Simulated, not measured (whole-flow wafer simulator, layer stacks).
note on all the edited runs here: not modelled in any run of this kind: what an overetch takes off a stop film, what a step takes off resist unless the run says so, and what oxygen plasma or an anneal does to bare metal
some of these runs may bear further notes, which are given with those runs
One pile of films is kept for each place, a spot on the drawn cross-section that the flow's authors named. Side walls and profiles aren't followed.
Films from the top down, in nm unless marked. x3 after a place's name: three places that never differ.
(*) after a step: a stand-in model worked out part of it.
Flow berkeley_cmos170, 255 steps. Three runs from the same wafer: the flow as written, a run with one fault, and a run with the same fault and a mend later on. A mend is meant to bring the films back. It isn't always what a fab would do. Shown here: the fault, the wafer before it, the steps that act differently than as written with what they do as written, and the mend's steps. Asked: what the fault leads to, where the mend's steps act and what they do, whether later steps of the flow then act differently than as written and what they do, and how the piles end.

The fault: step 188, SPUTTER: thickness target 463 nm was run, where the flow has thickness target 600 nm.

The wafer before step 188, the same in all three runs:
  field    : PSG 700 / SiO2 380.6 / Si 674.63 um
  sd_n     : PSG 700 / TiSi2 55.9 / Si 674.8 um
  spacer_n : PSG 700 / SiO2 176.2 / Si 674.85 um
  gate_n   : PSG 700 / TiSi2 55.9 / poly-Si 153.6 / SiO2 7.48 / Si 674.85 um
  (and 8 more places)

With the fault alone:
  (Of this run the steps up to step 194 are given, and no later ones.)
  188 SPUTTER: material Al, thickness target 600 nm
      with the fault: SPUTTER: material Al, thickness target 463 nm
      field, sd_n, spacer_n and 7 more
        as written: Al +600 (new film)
        with the fault: Al +463 (new film)
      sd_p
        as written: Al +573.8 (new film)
        with the fault: Al +438.3 (new film)
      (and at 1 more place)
  Later steps of the flow that act differently than as written (2 more steps differ only slightly, by at most 2% or 0.5 nm, whichever is larger, and aren't shown):
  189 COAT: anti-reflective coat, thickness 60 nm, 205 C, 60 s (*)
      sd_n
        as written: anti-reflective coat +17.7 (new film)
        with the fault: anti-reflective coat +13.7 (new film)
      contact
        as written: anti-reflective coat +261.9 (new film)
        with the fault: anti-reflective coat +246 (new film)
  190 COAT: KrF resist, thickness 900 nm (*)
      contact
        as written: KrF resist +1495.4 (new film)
        with the fault: KrF resist +1463.9 (new film)
  After step 194 the piles differ from the flow's by more than 2% or 0.5 nm, whichever is larger, at field, sd_n, spacer_n and 9 more.
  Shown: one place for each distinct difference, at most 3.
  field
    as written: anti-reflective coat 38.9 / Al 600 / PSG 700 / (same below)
    with the fault: anti-reflective coat 38.4 / Al 463 / PSG 700 / (same below)
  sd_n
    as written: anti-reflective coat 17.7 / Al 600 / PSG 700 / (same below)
    with the fault: anti-reflective coat 13.7 / Al 463 / PSG 700 / (same below)
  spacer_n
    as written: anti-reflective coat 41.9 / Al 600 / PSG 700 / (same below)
    with the fault: anti-reflective coat 41.9 / Al 463 / PSG 700 / (same below)

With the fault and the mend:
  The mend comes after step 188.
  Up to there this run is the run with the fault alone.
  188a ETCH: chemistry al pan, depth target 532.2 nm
      field, sd_n, spacer_n and 7 more
        Al -463 (all of it)
      sd_p
        Al -438.3 (all of it)
      contact
        Al -324 (all of it)
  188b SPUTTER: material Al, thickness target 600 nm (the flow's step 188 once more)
      field, sd_n, spacer_n and 7 more
        Al +600 (new film)
      sd_p
        Al +573.8 (new film)
      contact
        Al +415.7 (new film)
  No later step of the flow acts differently than as written at any place that is followed.
  At the end the piles are the same as the flow's at every place that both follow.
